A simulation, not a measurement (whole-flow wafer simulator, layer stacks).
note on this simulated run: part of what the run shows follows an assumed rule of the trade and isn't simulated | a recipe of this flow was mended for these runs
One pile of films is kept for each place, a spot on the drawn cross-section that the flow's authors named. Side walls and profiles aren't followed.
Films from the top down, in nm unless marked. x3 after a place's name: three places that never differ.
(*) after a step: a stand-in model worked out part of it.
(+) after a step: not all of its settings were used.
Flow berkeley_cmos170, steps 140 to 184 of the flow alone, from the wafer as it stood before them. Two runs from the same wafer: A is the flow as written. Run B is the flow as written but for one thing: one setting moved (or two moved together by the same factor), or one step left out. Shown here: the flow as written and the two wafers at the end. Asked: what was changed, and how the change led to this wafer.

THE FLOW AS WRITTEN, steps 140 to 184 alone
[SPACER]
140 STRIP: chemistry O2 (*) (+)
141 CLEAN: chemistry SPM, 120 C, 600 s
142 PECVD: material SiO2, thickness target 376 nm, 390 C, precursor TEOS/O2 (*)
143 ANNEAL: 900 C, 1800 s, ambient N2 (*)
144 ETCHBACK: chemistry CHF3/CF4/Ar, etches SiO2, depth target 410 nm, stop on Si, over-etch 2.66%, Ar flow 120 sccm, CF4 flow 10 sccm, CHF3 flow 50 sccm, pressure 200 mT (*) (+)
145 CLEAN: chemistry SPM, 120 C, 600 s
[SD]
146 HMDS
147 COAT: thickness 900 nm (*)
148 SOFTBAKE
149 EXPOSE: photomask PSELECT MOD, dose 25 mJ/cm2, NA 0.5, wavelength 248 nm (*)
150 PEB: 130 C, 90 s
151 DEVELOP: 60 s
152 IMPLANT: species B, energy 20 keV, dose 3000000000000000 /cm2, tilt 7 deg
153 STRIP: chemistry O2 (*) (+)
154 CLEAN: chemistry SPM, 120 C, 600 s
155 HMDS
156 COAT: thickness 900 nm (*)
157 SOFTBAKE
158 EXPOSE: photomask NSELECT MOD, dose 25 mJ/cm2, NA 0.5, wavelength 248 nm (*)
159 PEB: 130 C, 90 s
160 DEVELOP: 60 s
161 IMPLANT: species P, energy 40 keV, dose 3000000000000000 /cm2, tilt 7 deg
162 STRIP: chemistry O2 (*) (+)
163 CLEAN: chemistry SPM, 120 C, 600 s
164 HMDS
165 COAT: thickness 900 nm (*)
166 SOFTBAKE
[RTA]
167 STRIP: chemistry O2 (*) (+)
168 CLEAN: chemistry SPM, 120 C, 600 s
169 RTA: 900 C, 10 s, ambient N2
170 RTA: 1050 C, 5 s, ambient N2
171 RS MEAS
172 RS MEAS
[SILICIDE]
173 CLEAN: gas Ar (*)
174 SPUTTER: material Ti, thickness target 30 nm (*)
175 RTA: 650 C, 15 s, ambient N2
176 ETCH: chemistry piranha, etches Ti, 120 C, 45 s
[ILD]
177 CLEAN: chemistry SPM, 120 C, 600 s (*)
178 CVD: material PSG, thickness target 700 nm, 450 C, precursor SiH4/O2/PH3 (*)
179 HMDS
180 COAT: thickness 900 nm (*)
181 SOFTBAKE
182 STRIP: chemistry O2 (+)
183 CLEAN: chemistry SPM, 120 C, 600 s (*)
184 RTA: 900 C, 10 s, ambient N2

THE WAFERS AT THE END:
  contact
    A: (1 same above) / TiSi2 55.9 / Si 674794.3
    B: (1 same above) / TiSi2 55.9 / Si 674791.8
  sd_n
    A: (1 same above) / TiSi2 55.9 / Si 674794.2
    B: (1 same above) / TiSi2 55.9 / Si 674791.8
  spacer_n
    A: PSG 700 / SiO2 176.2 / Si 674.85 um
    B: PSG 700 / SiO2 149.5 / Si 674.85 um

The cause: step 142, PECVD: thickness target 348 nm was run, where the flow has thickness target 376 nm.

How the change led to this, step by step:
  142 PECVD: material SiO2, thickness target 376 nm, 390 C, precursor TEOS/O2 (*)
      field, mark, sd_n and 8 more: A SiO2 +376 | B SiO2 +348
      gate_n, gate_p: A SiO2 +376 (new film) | B SiO2 +348 (new film)
  143 ANNEAL: 900 C, 1800 s, ambient N2 (*)
      field, mark, sd_n and 10 more: A SiO2 -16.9 | B SiO2 -15.7
  144 ETCHBACK: chemistry CHF3/CF4/Ar, etches SiO2, depth target 410 nm, stop on Si, over-etch 2.66%, Ar flow 120 sccm, CF4 flow 10 sccm, CHF3 flow 50 sccm, pressure 200 mT (*) (+)
      mark, sd_n, sd_p, contact, m1, via1, m2, via2: A SiO2 -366 (all of it), Si -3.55 | B SiO2 -339.2 (all of it), Si -5.98
      gate_n, gate_p: A SiO2 -359.1 (all of it), chemical SiO2 -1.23 (all of it), poly-Si -3.55 | B SiO2 -332.3 (all of it), chemical SiO2 -1.23 (all of it), poly-Si -5.98
